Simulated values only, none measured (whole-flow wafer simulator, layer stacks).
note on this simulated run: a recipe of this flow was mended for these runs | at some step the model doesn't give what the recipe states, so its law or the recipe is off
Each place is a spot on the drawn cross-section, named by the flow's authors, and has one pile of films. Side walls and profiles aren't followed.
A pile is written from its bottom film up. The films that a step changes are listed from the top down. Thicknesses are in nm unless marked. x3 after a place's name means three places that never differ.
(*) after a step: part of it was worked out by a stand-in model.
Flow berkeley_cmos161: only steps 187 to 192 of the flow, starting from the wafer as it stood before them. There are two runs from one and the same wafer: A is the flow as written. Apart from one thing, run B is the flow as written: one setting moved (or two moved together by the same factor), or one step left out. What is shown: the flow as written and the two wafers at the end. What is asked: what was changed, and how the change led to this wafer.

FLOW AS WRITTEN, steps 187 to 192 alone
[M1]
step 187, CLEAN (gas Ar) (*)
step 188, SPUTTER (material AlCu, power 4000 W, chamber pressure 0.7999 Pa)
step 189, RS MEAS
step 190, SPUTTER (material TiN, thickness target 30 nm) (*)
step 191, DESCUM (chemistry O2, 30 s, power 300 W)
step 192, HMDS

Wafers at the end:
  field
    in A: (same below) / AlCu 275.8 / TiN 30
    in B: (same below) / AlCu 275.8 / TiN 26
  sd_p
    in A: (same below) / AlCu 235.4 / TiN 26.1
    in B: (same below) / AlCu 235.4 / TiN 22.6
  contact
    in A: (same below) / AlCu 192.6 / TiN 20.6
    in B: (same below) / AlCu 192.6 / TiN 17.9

The reason: step 190, SPUTTER: thickness target 26 nm was run, while the flow as written has thickness target 30 nm.
One can read it off the wafer: field has TiN 26, and step 190 as written asks for 30 nm.

The path from the change to this, step by step:
  step 190, SPUTTER (material TiN, thickness target 30 nm) (*)
      field, sd_n, spacer_n, gate_n, spacer_p, gate_p, m1: A +30 TiN (new film) | B +26 TiN (new film)
      sd_p: A +26.1 TiN (new film) | B +22.6 TiN (new film)
      (and at 1 other place as well)
